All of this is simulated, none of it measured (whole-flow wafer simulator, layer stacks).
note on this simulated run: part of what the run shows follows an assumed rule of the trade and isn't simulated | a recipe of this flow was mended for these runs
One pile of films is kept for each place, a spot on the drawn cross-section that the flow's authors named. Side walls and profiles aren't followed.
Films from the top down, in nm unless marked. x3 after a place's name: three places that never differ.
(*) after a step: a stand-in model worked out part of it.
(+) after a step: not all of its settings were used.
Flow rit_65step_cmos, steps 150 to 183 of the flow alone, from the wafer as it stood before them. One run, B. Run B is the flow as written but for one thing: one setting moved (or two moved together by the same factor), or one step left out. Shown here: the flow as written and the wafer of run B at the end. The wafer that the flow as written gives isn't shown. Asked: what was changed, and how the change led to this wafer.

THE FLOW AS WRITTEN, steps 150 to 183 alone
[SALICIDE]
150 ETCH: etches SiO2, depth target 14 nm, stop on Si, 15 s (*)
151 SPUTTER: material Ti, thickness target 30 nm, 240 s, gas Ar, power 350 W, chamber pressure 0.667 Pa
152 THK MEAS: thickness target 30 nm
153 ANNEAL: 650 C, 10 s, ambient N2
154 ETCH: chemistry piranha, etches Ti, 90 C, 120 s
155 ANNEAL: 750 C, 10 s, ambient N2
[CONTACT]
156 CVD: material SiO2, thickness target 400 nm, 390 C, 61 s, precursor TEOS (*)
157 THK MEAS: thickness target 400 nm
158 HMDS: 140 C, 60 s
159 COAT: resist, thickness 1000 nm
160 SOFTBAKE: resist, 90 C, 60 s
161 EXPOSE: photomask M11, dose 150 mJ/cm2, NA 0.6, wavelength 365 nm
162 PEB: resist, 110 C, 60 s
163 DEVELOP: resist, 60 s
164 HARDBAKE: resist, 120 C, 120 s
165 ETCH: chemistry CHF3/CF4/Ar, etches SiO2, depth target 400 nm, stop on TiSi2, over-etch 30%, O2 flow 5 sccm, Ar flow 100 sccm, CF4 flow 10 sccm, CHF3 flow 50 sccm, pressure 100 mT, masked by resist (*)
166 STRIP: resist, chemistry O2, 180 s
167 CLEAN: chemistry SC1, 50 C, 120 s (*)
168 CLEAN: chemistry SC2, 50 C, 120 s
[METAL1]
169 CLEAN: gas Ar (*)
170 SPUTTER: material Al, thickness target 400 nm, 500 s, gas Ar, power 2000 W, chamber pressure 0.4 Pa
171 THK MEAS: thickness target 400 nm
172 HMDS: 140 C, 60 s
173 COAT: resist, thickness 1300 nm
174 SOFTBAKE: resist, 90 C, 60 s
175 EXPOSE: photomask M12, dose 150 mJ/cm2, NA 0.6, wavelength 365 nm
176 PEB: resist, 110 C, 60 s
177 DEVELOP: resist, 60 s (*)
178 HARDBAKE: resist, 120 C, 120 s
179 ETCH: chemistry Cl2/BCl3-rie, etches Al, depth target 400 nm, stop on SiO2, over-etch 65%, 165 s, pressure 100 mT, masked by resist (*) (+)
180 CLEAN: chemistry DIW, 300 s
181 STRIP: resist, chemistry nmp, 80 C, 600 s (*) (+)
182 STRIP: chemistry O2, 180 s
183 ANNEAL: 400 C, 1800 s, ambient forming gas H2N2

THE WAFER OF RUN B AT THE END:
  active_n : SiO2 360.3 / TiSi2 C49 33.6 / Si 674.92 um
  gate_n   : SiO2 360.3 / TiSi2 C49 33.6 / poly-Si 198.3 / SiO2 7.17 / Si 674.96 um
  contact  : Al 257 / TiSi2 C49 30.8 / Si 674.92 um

The cause: step 151, SPUTTER: thickness target 17 nm was run, where the flow has thickness target 30 nm; step 151, SPUTTER: 136 s was run, where the flow has 240 s.

How the change led to this, step by step:
  151 SPUTTER: material Ti, thickness target 30 nm, 240 s, gas Ar, power 350 W, chamber pressure 0.667 Pa
      field, field_pw, field_nw and 11 more: Ti +17 (new film) (as written it would be: Ti +30 (new film))
  153 ANNEAL: 650 C, 10 s, ambient N2
      active_n, active_p, sd_n, sd_p, contact, m1: Ti -13.3, TiSi2 C49 +33.7 (new film), Si -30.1 (as written it would be: Ti -23.4, TiSi first +15 (new film), TiSi2 C49 +37.2 (new film), Si -43.1)
      gate_n, gate_p: Ti -13.3, TiSi2 C49 +33.7 (new film), poly-Si -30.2 (as written it would be: Ti -23.4, TiSi first +15 (new film), TiSi2 C49 +37.2 (new film), poly-Si -43.3)
  154 ETCH: chemistry piranha, etches Ti, 90 C, 120 s
      active_n, active_p, gate_n, gate_p, sd_n, sd_p, contact, m1: Ti -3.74 (all of it), TiSi2 C49 -0.11 (as written it would be: Ti -6.6 (all of it), TiSi first -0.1)
      field, field_pw, field_nw, field_p, spacer, spacer_p: Ti -17 (all of it) (as written it would be: Ti -30 (all of it))
  155 ANNEAL: 750 C, 10 s, ambient N2
      active_n, active_p, sd_n, sd_p, contact, m1: nothing (as written it would be: TiSi2 +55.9 (new film), TiSi first -14.9 (all of it), TiSi2 C49 -37.2 (all of it), Si -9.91)
      gate_n, gate_p: nothing (as written it would be: TiSi2 +55.9 (new film), TiSi first -14.9 (all of it), TiSi2 C49 -37.2 (all of it), poly-Si -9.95)
  165 ETCH: chemistry CHF3/CF4/Ar, etches SiO2, depth target 400 nm, stop on TiSi2, over-etch 30%, O2 flow 5 sccm, Ar flow 100 sccm, CF4 flow 10 sccm, CHF3 flow 50 sccm, pressure 100 mT, masked by resist (*)
      contact: SiO2 -400 (all of it) (as written it would be: SiO2 -400 (all of it), TiSi2 -6)
  169 CLEAN: gas Ar (*)
      contact: TiSi2 C49 -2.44 (as written it would be: TiSi2 -2.31)
